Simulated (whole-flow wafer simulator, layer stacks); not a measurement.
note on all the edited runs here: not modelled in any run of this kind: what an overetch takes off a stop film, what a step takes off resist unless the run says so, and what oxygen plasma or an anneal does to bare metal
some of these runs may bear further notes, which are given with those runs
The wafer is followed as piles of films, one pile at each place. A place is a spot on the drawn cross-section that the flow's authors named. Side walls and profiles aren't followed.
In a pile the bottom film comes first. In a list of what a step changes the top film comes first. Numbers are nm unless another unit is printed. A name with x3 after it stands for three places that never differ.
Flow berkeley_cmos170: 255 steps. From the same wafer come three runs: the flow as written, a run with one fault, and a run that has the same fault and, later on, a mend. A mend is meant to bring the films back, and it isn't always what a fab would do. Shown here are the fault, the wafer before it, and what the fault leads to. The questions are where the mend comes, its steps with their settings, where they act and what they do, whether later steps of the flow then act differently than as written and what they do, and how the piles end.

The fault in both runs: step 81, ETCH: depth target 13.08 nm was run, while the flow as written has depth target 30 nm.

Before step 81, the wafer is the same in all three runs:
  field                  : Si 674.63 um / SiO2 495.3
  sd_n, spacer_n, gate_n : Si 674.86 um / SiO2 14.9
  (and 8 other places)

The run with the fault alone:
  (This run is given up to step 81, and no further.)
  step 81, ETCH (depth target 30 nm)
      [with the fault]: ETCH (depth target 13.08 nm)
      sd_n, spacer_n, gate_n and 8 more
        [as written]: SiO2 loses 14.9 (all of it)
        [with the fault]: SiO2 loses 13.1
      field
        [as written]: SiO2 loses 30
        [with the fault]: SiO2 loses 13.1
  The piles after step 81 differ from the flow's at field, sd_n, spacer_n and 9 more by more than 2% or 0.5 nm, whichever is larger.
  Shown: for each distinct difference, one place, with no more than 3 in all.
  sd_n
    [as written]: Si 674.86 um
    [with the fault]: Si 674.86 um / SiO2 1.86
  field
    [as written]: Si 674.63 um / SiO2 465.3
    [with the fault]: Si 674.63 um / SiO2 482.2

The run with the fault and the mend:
  The mend follows step 81.
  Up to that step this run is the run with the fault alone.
  step 81a, ETCH (depth target 16.92 nm) (the flow's step 81, run once more with other settings)
      sd_n, spacer_n, gate_n and 8 more
        SiO2 loses 1.86 (all of it)
      field
        SiO2 loses 16.9
  Later steps of the flow that are run all act as written at every place that is followed.
  By the end, the piles equal the flow's at every place that both follow.
